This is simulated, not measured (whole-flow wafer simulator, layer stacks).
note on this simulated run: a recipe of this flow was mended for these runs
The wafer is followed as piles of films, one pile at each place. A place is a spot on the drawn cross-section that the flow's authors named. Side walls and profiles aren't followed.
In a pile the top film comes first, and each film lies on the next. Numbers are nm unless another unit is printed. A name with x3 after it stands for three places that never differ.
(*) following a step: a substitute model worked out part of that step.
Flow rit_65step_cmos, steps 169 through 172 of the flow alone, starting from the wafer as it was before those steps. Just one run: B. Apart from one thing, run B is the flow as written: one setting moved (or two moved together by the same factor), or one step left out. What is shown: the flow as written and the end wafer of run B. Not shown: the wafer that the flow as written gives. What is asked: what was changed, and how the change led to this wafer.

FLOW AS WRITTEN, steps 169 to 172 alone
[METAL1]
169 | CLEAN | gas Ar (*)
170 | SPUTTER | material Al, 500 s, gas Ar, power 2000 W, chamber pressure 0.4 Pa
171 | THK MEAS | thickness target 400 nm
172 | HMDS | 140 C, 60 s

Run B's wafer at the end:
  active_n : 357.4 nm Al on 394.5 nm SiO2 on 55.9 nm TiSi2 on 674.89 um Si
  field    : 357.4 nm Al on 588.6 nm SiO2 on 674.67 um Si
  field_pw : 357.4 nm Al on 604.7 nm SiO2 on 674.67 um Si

Cause: step 170, SPUTTER: power 1787 W was run, whereas the flow has power 2000 W.

Step by step, how the change led to this:
  170 | SPUTTER | material Al, 500 s, gas Ar, power 2000 W, chamber pressure 0.4 Pa
      field, field_pw, field_nw and 10 more: Al gains 357.4 (new film) (in the flow as written it would be: Al gains 400 (new film))
      contact: Al gains 230.3 (new film) (in the flow as written it would be: Al gains 255.4 (new film))
